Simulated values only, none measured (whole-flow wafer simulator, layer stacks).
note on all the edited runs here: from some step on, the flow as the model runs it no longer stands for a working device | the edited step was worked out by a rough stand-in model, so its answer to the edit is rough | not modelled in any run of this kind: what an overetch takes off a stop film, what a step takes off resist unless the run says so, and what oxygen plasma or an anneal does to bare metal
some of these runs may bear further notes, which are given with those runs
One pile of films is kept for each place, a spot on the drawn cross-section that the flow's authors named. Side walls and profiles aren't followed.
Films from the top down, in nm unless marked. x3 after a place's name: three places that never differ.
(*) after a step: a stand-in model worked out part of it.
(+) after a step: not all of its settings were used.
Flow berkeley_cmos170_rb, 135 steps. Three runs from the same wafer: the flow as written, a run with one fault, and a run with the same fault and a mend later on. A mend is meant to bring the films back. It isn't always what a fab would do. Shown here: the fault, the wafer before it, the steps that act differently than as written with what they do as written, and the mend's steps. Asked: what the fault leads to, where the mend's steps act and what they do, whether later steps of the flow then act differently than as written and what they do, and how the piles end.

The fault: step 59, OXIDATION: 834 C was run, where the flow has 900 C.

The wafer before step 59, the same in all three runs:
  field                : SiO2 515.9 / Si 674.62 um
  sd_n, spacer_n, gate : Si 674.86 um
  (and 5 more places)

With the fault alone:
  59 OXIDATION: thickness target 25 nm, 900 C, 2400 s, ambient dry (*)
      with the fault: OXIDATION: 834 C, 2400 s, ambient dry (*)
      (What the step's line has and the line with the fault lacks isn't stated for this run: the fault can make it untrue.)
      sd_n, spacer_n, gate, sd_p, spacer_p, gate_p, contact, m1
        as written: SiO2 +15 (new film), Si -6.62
        with the fault: SiO2 +7.56 (new film), Si -3.33
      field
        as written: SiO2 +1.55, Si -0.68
        with the fault: SiO2 +0.44, Si -0.19
  Later steps of the flow that act differently than as written (31 more steps differ only slightly, by at most 2% or 0.5 nm, whichever is larger, and aren't shown):
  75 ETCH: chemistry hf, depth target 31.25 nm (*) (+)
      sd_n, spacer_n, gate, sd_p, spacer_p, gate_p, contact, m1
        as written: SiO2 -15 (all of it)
        with the fault: SiO2 -7.56 (all of it)
  At the end the piles differ from the flow's only slightly at the places that both follow, by at most 2% or 0.5 nm, whichever is larger.

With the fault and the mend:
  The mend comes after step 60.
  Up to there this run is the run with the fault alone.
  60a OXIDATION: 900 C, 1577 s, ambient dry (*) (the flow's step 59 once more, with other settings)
      sd_n, spacer_n, gate, sd_p, spacer_p, gate_p, contact, m1
        SiO2 +7.45, Si -3.28
      field
        SiO2 +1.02, Si -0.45
  No later step of the flow acts differently than as written, at any place that is followed, by more than 2% or 0.5 nm, whichever is larger.
  At the end the piles differ from the flow's only slightly at the places that both follow, by at most 2% or 0.5 nm, whichever is larger.
